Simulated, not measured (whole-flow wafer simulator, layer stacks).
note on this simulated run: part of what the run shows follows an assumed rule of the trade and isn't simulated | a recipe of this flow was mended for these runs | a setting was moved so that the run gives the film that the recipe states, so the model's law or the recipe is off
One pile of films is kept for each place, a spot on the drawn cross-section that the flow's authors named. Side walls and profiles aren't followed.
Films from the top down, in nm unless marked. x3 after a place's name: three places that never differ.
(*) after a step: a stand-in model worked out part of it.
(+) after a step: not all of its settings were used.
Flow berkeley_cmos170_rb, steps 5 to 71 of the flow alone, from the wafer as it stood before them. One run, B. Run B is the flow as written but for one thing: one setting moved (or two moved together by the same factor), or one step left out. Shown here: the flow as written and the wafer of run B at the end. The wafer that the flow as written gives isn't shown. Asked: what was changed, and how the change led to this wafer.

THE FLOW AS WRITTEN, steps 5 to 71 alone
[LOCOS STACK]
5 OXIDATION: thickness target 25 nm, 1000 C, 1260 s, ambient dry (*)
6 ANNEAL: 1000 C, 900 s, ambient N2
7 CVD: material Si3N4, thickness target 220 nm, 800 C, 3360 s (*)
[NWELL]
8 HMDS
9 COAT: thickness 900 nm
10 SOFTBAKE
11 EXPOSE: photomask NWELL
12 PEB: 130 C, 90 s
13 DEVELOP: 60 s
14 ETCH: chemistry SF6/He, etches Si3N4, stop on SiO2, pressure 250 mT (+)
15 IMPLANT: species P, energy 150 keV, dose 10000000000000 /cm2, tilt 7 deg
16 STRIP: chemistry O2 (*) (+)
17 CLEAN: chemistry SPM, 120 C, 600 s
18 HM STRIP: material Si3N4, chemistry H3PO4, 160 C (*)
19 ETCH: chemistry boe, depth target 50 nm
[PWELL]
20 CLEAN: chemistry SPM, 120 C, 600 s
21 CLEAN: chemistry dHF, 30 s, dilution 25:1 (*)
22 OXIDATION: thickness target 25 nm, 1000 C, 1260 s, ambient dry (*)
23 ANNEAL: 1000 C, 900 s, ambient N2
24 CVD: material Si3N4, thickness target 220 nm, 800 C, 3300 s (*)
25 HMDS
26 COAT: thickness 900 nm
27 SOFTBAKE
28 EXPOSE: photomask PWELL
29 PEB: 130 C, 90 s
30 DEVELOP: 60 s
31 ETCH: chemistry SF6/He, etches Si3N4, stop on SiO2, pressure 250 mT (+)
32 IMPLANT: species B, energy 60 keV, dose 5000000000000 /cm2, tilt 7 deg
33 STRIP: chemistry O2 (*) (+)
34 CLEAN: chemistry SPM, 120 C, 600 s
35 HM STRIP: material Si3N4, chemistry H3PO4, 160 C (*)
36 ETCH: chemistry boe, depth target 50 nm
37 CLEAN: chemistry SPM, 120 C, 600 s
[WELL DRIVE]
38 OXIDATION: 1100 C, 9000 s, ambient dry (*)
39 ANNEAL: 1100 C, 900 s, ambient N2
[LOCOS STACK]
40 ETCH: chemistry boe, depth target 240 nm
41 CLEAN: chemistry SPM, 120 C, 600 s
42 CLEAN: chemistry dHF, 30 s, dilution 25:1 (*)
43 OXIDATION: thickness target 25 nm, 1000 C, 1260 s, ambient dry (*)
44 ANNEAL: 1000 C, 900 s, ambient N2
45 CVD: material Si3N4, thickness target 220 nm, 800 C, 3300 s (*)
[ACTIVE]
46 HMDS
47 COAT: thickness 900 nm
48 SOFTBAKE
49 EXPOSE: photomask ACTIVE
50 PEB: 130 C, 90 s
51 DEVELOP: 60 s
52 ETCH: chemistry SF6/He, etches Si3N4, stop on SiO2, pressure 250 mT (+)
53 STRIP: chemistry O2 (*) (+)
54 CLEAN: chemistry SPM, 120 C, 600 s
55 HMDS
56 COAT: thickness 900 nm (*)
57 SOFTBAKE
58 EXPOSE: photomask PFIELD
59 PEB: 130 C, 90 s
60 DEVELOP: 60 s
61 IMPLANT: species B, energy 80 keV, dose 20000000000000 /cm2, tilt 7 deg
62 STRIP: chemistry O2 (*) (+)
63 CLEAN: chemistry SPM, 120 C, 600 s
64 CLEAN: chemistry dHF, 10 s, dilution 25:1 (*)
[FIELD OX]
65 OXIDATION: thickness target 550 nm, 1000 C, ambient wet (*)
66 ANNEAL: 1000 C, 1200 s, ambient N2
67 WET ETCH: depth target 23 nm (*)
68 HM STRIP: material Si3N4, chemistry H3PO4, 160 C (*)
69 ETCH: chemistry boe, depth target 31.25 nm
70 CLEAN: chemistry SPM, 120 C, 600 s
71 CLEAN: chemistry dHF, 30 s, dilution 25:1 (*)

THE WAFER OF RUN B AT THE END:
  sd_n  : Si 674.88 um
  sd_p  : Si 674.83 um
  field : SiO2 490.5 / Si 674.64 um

The cause: step 5, OXIDATION: 850 C was run, where the flow has 1000 C.

How the change led to this, step by step:
  5 OXIDATION: thickness target 25 nm, 1000 C, 1260 s, ambient dry (*)
      field, sd_n, spacer_n and 6 more: SiO2 +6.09 (new film), Si -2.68 (as written it would be: SiO2 +26.6 (new film), Si -11.7)
  14 ETCH: chemistry SF6/He, etches Si3N4, stop on SiO2, pressure 250 mT (+)
      sd_p, spacer_p, gate_p: Si3N4 -220 (all of it), SiO2 -6.09 (all of it), Si -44 (as written it would be: Si3N4 -220 (all of it), SiO2 -8.46)
  16 STRIP: chemistry O2 (*) (+)
      sd_p, spacer_p, gate_p: chemical SiO2 +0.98 (new film), Si -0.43 (as written it would be: nothing)
  18 HM STRIP: material Si3N4, chemistry H3PO4, 160 C (*)
      sd_p, spacer_p, gate_p: chemical SiO2 -0.98 (all of it) (as written it would be: SiO2 -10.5)
  19 ETCH: chemistry boe, depth target 50 nm
      sd_p, spacer_p, gate_p: nothing (as written it would be: SiO2 -7.55 (all of it))
      field, sd_n, spacer_n, gate, contact, m1: SiO2 -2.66 (all of it) (as written it would be: SiO2 -23.1 (all of it))
  26 COAT: thickness 900 nm
      sd_p: KrF-resist +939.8 (new film) (as written it would be: KrF-resist +900 (new film))
      spacer_p: KrF-resist +919.1 (new film) (as written it would be: KrF-resist +900 (new film))
      (and at 1 more place)
  33 STRIP: chemistry O2 (*) (+)
      sd_p: KrF-resist -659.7 (all of it) (as written it would be: KrF-resist -620 (all of it))
      spacer_p: KrF-resist -639 (all of it) (as written it would be: KrF-resist -620 (all of it))
      (and at 1 more place)
  47 COAT: thickness 900 nm
      sd_p: KrF-resist +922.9 (new film) (as written it would be: KrF-resist +900 (new film))
      spacer_p: KrF-resist +919.1 (new film) (as written it would be: KrF-resist +900 (new film))
      (and at 1 more place)
  53 STRIP: chemistry O2 (*) (+)
      sd_p: KrF-resist -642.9 (all of it) (as written it would be: KrF-resist -620 (all of it))
      spacer_p: KrF-resist -639 (all of it) (as written it would be: KrF-resist -620 (all of it))
      (and at 1 more place)
  56 COAT: thickness 900 nm (*)
      sd_p: KrF-resist +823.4 (new film) (as written it would be: KrF-resist +802.3 (new film))
      spacer_p: KrF-resist +837.4 (new film) (as written it would be: KrF-resist +820.4 (new film))
      (and at 1 more place)
  62 STRIP: chemistry O2 (*) (+)
      sd_p: KrF-resist -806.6 (all of it) (as written it would be: KrF-resist -785.6 (all of it))
      spacer_p: KrF-resist -820.7 (all of it) (as written it would be: KrF-resist -803.7 (all of it))
      (and at 1 more place)
  65 OXIDATION: thickness target 550 nm, 1000 C, ambient wet (*)
      sd_p: SiO2 +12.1 (new film), Si3N4 -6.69 (as written it would be: SiO2 +12.1 (new film), Si3N4 -6.69, SiO2 +0.06, Si -0.06)
